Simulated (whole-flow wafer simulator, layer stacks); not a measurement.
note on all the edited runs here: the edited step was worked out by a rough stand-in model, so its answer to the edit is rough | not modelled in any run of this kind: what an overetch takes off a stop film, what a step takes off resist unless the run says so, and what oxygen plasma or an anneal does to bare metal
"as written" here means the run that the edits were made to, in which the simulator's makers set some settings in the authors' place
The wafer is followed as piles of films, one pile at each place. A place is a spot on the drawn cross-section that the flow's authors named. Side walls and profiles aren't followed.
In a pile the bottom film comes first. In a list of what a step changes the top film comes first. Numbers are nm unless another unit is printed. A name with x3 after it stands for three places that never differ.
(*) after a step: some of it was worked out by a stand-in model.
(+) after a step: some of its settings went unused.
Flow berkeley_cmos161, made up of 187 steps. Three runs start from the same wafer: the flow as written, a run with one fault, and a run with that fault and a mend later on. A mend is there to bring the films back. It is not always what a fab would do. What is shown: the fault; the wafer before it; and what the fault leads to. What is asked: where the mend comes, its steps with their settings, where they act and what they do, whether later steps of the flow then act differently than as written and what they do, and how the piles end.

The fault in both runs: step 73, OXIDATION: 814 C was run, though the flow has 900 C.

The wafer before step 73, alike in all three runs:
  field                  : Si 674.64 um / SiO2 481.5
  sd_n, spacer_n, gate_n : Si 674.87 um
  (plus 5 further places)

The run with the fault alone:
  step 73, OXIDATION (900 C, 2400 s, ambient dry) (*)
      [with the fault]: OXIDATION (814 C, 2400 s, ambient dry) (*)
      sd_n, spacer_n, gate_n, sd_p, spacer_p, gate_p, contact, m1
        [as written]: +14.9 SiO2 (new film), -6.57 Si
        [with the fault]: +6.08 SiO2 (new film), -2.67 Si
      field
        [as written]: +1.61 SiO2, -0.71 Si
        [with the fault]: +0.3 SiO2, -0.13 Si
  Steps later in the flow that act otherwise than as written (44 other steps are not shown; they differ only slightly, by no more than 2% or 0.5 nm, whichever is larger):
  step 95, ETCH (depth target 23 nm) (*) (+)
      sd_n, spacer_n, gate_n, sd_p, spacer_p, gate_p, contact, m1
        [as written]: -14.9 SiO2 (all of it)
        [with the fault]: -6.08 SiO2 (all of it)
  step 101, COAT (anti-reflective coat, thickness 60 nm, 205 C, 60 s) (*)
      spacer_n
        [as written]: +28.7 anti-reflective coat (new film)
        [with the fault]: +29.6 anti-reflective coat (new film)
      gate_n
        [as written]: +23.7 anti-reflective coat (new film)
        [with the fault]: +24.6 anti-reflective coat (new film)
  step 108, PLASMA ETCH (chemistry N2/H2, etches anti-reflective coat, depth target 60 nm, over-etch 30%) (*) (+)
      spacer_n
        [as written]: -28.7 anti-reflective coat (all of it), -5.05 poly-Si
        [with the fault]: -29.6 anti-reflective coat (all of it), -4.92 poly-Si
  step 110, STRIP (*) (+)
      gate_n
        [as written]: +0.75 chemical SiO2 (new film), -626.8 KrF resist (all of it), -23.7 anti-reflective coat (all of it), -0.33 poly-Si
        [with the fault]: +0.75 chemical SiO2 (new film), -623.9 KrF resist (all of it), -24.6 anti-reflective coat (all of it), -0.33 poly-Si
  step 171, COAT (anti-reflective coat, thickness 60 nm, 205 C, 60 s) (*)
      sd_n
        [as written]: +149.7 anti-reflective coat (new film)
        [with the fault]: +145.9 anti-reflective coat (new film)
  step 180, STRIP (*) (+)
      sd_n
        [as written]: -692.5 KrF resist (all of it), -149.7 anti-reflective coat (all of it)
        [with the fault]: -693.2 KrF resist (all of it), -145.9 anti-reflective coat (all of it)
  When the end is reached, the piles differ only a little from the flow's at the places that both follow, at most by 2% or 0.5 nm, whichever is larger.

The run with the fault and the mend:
  After step 74 comes the mend.
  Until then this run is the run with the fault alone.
  step 74a, OXIDATION (900 C, 1821 s, ambient dry) (*) (the flow's step 73 again, with other settings)
      sd_n, spacer_n, gate_n, sd_p, spacer_p, gate_p, contact, m1
        +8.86 SiO2, -3.9 Si
      field
        +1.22 SiO2, -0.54 Si
  Every later step of the flow that is run acts as written, at every place that is followed, to within 2% or 0.5 nm, whichever is larger.
  When the end is reached, the piles differ only a little from the flow's at the places that both follow, at most by 2% or 0.5 nm, whichever is larger.
